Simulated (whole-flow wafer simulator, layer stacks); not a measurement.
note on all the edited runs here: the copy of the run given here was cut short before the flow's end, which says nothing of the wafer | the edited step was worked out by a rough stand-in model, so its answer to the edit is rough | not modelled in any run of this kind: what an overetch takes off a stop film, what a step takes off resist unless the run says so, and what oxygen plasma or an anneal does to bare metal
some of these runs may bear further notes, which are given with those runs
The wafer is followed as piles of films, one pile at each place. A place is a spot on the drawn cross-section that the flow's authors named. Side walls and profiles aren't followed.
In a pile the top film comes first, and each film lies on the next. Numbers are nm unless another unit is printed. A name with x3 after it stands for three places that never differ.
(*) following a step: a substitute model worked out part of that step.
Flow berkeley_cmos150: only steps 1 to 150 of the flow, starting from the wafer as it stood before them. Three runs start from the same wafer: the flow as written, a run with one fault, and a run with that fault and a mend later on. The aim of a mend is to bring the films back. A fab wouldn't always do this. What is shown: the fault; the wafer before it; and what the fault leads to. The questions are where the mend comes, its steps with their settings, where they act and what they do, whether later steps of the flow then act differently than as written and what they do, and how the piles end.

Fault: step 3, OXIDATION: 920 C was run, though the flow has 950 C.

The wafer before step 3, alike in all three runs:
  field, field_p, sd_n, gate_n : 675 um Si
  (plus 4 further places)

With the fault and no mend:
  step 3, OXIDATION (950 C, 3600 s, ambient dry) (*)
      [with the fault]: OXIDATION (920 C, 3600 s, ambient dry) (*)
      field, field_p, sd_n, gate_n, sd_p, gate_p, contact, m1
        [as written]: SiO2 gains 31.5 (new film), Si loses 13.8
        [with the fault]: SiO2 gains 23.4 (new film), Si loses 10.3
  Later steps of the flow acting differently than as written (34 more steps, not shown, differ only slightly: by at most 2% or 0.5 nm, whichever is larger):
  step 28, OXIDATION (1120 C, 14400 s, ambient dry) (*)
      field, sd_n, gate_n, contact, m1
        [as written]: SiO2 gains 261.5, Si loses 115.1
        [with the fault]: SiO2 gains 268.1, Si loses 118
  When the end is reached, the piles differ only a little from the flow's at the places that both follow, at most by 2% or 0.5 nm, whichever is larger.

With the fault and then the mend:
  After step 4 comes the mend.
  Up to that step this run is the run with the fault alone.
  step 4a, OXIDATION (950 C, 1216 s, ambient dry) (*) (the flow's step 3, run once more with other settings)
      field, field_p, sd_n, gate_n, sd_p, gate_p, contact, m1
        SiO2 gains 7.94, Si loses 3.5
  Later steps of the flow that are run all act as written at every place that is followed, up to a difference of at most 2% or 0.5 nm, whichever is larger.
  The piles end the same as the flow's at every place that both follow.
